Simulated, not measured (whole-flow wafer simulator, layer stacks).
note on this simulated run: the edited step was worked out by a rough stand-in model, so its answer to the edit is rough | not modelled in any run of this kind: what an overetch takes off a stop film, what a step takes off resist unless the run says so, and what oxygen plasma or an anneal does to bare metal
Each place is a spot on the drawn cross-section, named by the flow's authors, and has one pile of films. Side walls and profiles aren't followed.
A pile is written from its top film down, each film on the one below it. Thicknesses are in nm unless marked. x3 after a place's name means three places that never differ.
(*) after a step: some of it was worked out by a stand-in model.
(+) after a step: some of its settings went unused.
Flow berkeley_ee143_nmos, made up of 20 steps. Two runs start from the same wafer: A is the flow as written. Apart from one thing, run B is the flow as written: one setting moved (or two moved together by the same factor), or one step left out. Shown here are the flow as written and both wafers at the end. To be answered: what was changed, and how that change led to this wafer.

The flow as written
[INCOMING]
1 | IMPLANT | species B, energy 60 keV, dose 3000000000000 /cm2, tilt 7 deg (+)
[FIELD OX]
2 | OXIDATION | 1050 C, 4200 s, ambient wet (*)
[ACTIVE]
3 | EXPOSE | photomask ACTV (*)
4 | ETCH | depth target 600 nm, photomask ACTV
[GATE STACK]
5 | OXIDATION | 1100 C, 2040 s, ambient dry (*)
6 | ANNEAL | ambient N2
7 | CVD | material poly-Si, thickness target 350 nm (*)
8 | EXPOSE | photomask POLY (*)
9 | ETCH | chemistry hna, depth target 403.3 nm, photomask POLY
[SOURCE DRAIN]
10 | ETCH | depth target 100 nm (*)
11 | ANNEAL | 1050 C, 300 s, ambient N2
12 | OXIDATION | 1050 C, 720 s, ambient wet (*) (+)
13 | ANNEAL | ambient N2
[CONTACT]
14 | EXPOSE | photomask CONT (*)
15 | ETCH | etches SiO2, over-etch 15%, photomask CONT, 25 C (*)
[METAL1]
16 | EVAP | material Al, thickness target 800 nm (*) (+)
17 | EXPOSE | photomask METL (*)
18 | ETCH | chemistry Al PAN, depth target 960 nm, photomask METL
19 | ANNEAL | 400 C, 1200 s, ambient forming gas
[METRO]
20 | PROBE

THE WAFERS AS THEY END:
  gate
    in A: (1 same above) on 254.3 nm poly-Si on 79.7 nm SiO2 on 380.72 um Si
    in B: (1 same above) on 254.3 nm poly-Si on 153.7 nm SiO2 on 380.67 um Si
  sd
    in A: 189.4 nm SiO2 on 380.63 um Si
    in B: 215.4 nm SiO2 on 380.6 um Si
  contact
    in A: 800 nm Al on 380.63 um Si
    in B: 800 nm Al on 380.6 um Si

What caused this: step 2, OXIDATION: 6300 s was run, while the flow as written has 4200 s.

How this came from the change, step by step:
  2 | OXIDATION | 1050 C, 4200 s, ambient wet (*)
      gate, sd, contact, field: A +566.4 SiO2 (new film), -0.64 chemical SiO2 (all of it), -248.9 Si | B +718.6 SiO2 (new film), -0.64 chemical SiO2 (all of it), -315.9 Si
  4 | ETCH | depth target 600 nm, photomask ACTV
      gate, sd, contact: A -566.4 SiO2 (all of it) | B -600 SiO2
  5 | OXIDATION | 1100 C, 2040 s, ambient dry (*)
      gate, sd, contact: A +79.7 SiO2 (new film), -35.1 Si | B +35.1 SiO2, -15.4 Si
      field: A +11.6 SiO2, -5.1 Si | B +9.42 SiO2, -4.14 Si
  10 | ETCH | depth target 100 nm (*)
      sd, contact: A -79.7 SiO2 (all of it) | B -100 SiO2
  12 | OXIDATION | 1050 C, 720 s, ambient wet (*) (+)
      sd, contact: A +189.4 SiO2 (new film), -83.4 Si | B +161.7 SiO2, -71.1 Si
      field: A +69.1 SiO2, -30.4 Si | B +56.8 SiO2, -25 Si
  15 | ETCH | etches SiO2, over-etch 15%, photomask CONT, 25 C (*)
      contact: A -189.4 SiO2 (all of it) | B -215.4 SiO2 (all of it)
